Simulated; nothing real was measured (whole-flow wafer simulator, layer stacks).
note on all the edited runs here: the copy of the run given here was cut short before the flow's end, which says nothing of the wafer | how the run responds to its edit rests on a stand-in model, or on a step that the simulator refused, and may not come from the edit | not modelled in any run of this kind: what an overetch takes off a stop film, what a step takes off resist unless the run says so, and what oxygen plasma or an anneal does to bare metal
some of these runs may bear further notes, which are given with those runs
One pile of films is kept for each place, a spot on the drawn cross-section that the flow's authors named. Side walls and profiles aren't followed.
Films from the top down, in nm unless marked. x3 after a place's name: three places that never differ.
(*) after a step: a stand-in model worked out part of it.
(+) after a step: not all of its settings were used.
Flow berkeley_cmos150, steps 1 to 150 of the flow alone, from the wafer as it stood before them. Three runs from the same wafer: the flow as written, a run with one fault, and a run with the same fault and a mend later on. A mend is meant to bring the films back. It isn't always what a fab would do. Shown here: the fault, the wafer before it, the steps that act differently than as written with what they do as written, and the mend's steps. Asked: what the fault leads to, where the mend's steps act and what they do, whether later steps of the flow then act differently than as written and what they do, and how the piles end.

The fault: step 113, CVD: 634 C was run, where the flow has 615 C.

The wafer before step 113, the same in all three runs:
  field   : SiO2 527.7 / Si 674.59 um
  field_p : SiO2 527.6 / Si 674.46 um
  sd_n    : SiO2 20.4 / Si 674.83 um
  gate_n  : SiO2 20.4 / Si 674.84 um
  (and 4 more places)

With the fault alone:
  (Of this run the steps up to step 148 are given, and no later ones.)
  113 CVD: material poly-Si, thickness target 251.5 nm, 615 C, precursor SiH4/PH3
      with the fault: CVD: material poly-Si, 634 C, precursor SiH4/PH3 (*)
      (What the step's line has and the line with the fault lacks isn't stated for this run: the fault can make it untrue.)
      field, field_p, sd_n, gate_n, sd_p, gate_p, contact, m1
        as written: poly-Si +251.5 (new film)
        with the fault: poly-Si +380.1 (new film)
  Later steps of the flow that act differently than as written (6 more steps differ only slightly, by at most 2% or 0.5 nm, whichever is larger, and aren't shown):
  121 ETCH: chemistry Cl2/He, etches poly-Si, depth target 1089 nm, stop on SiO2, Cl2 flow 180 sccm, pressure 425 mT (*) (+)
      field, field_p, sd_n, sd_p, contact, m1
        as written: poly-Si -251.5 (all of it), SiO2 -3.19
        with the fault: poly-Si -380.1 (all of it), SiO2 -3.19
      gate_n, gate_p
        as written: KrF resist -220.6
        with the fault: KrF resist -312.4
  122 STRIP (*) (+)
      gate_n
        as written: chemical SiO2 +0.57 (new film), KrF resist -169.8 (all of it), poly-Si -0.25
        with the fault: chemical SiO2 +0.65 (new film), KrF resist -78.6 (all of it), poly-Si -0.29
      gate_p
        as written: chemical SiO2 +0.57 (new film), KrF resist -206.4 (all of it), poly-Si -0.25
        with the fault: chemical SiO2 +0.65 (new film), KrF resist -114.9 (all of it), poly-Si -0.29
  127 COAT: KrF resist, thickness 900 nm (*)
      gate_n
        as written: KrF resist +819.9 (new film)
        with the fault: KrF resist +727.3 (new film)
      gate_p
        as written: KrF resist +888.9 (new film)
        with the fault: KrF resist +794.6 (new film)
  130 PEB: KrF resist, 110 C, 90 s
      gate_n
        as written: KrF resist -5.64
        with the fault: KrF resist -4.99
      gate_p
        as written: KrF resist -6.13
        with the fault: KrF resist -5.46
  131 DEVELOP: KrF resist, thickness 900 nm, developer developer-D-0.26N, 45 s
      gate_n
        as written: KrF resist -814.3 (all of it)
        with the fault: KrF resist -722.3 (all of it)
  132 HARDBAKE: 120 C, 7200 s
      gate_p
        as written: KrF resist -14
        with the fault: KrF resist -12.4
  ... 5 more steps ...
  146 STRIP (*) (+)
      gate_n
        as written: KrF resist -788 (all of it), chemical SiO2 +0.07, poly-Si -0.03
        with the fault: KrF resist -698.8 (all of it), chemical SiO2 +0.07
  After step 148 the piles differ from the flow's by more than 2% or 0.5 nm, whichever is larger, at gate_n, gate_p.
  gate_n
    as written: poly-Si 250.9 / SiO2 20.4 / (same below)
    with the fault: poly-Si 379.5 / SiO2 20.4 / (same below)
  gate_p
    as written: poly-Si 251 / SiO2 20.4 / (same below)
    with the fault: poly-Si 379.5 / SiO2 20.4 / (same below)

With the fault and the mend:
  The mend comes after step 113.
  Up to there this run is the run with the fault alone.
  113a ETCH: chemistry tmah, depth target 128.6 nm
      field, field_p, sd_n, gate_n, sd_p, gate_p, contact, m1
        poly-Si -128.6
  No later step of the flow acts differently than as written, at any place that is followed, by more than 2% or 0.5 nm, whichever is larger.
  At the end the piles differ from the flow's only slightly at the places that both follow, by at most 2% or 0.5 nm, whichever is larger.
